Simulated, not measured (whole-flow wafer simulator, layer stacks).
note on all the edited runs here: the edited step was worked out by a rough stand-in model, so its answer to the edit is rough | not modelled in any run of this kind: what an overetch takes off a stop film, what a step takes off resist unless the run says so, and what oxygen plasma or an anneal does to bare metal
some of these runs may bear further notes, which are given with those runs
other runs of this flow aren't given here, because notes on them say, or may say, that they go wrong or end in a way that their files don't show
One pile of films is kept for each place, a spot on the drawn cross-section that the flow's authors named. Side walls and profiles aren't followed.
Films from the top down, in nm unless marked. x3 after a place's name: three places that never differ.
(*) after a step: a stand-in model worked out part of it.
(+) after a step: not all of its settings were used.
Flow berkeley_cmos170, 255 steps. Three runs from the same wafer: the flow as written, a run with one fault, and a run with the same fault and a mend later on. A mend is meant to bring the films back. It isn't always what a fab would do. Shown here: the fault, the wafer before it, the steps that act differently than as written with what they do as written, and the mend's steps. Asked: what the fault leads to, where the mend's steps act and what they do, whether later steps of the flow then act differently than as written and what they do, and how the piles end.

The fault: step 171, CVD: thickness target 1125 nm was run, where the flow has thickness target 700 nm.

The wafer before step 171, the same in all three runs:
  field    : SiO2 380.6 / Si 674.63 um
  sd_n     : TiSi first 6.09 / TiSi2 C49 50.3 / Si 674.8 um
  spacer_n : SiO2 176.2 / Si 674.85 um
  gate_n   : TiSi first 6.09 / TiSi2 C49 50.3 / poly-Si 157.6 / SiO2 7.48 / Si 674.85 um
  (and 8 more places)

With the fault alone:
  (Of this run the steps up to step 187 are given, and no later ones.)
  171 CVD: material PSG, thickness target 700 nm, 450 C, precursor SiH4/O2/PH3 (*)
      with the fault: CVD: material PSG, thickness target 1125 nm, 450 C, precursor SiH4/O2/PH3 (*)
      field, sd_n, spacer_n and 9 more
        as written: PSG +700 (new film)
        with the fault: PSG +1125 (new film)
  Later steps of the flow that act differently than as written (4 more steps differ only slightly, by at most 2% or 0.5 nm, whichever is larger, and aren't shown):
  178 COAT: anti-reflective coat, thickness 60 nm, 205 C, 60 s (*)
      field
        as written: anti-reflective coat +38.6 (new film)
        with the fault: anti-reflective coat +39.5 (new film)
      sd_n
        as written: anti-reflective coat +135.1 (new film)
        with the fault: anti-reflective coat +138.4 (new film)
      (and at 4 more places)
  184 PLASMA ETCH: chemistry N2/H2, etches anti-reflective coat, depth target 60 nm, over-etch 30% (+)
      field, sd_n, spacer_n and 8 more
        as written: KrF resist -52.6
        with the fault: KrF resist -54.3
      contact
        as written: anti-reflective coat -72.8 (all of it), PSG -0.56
        with the fault: anti-reflective coat -75.1 (all of it), PSG -0.58
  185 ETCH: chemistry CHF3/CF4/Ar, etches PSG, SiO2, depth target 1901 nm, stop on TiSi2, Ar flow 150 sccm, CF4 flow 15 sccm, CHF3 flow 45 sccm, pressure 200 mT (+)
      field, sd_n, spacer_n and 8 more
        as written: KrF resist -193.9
        with the fault: KrF resist -300.2
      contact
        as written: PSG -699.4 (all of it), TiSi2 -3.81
        with the fault: PSG -1124.4 (all of it), TiSi2 -3.81
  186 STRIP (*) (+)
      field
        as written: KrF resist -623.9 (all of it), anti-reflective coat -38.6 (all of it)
        with the fault: KrF resist -516.5 (all of it), anti-reflective coat -39.5 (all of it)
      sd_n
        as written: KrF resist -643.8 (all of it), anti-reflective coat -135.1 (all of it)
        with the fault: KrF resist -534.1 (all of it), anti-reflective coat -138.4 (all of it)
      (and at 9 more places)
  After step 187 the piles differ from the flow's by more than 2% or 0.5 nm, whichever is larger, at field, sd_n, spacer_n and 8 more.
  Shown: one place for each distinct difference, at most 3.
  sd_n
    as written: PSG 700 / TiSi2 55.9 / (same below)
    with the fault: PSG 1125 / TiSi2 55.9 / (same below)
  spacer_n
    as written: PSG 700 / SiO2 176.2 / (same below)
    with the fault: PSG 1125 / SiO2 176.2 / (same below)
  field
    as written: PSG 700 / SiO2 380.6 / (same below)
    with the fault: PSG 1125 / SiO2 380.6 / (same below)

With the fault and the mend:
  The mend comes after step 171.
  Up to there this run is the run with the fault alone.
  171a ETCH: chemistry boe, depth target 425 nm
      field, sd_n, spacer_n and 9 more
        PSG -425
  Later steps of the flow that act differently than as written (8 more steps differ only slightly, by at most 2% or 0.5 nm, whichever is larger, and aren't shown):
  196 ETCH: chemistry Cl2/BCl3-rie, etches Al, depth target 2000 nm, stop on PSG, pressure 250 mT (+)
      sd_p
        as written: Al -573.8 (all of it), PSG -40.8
        with the mend: Al -580.5 (all of it), PSG -39.9
  At the end the piles differ from the flow's only slightly at the places that both follow, by at most 2% or 0.5 nm, whichever is larger.
